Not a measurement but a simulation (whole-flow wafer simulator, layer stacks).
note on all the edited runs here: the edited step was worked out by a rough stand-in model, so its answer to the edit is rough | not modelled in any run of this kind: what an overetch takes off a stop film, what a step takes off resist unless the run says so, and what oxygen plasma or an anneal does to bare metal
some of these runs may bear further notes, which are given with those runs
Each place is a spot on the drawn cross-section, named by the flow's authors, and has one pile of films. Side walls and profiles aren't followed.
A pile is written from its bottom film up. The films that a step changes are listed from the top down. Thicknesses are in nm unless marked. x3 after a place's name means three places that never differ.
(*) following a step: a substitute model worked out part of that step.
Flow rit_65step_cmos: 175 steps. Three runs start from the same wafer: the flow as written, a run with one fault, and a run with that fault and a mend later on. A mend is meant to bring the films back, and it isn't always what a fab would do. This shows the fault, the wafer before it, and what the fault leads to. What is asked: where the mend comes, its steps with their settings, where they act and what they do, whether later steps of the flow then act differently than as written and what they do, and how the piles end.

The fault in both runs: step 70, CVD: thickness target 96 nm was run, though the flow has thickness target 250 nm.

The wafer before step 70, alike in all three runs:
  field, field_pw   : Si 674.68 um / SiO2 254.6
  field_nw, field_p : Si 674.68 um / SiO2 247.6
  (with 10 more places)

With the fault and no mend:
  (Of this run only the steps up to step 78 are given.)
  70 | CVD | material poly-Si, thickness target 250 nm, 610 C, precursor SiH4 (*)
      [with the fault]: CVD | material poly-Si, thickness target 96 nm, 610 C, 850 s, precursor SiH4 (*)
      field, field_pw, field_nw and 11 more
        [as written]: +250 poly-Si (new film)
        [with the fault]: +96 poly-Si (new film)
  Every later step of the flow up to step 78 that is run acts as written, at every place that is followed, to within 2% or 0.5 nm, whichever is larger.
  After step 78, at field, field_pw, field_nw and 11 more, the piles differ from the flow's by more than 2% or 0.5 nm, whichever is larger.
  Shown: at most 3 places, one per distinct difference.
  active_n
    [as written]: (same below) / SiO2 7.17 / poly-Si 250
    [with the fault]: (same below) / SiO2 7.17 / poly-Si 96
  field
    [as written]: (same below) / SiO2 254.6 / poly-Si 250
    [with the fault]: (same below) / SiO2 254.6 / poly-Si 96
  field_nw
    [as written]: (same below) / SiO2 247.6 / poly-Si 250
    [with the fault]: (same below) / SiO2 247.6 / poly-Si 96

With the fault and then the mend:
  The mend stands after step 71.
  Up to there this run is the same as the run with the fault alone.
  71a | ETCH | chemistry tmah, depth target 110.4 nm
      field, field_pw, field_nw and 11 more
        -96 poly-Si (all of it)
  71b | CLEAN | chemistry SC2, 75 C, 600 s (the flow's step 66 again)
      leaves every film unchanged at each place that is followed
  71c | CVD | material poly-Si, thickness target 250 nm, 610 C, precursor SiH4 (*) (the flow's step 70 again)
      field, field_pw, field_nw and 11 more
        +250 poly-Si (new film)
  Every later step of the flow that is run acts as written at every place that is followed.
  At every place that both follow, the piles at the end match the flow's.
